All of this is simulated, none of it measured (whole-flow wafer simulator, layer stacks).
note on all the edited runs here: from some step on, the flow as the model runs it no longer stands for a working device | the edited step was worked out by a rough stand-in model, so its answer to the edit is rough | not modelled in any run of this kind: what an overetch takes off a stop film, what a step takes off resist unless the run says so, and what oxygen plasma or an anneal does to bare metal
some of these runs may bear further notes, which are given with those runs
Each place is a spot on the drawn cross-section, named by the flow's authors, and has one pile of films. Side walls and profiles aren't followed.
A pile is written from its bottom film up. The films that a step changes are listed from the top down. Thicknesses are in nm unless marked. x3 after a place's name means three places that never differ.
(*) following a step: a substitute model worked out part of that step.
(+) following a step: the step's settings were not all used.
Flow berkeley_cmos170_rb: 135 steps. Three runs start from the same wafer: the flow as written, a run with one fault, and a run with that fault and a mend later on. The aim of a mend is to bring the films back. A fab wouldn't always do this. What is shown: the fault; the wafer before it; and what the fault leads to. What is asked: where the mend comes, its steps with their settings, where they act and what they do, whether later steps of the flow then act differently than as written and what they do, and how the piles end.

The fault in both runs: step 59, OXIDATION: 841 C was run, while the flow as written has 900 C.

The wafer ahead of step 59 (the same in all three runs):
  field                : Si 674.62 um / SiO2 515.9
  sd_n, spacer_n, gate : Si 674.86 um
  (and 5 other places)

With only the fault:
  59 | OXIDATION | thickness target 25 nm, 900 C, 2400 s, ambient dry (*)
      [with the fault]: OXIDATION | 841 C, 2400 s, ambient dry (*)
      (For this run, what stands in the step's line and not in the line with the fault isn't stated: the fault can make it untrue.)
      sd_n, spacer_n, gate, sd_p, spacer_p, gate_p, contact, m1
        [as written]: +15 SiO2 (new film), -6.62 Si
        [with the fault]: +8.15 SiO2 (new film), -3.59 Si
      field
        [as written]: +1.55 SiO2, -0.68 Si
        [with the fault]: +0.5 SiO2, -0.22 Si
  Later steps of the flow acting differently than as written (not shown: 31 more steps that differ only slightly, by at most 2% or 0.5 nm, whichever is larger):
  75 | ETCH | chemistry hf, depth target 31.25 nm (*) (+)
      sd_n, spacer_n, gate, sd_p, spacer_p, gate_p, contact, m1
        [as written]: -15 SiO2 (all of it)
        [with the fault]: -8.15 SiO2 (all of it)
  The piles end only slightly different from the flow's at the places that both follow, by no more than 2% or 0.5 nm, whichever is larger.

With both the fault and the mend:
  The mend follows step 64.
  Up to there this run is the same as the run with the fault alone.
  64a | STRIP (*) (+)
      sd_p
        -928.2 KrF resist (all of it)
      spacer_p
        -911.3 KrF resist (all of it)
      gate_p
        -910.4 KrF resist (all of it)
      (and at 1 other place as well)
  64b | CLEAN (*) (the flow's step 51, run once more)
      leaves every film unchanged at each place that is followed
  64c | OXIDATION | 900 C, 1475 s, ambient dry (*) (the flow's step 59, run once more with other settings)
      sd_n, spacer_n, gate, sd_p, spacer_p, gate_p, contact, m1
        +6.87 SiO2, -3.02 Si
      field
        +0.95 SiO2, -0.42 Si
  64d | COAT | KrF resist, thickness 900 nm (*) (the flow's step 61, run once more)
      field
        +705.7 KrF resist (new film)
      sd_n
        +957.4 KrF resist (new film)
      spacer_n
        +924.9 KrF resist (new film)
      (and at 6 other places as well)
  64e | EXPOSE | photomask PWELL (the flow's step 62, run once more)
      leaves every film unchanged at each place that is followed
  64f | PEB | 130 C, 60 s (*) (the flow's step 63, run once more)
      leaves every film unchanged at each place that is followed
  64g | DEVELOP | developer developer-D-0.26N, 45 s (the flow's step 64, run once more)
      sd_p, spacer_p, gate_p, m1
        -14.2 KrF resist
      field
        -705.7 KrF resist (all of it)
      sd_n
        -957.4 KrF resist (all of it)
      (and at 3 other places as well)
  None of the later steps of the flow differs from how it acts as written, at any place that is followed, by more than 2% or 0.5 nm, whichever is larger.
  The piles end only slightly different from the flow's at the places that both follow, by no more than 2% or 0.5 nm, whichever is larger.
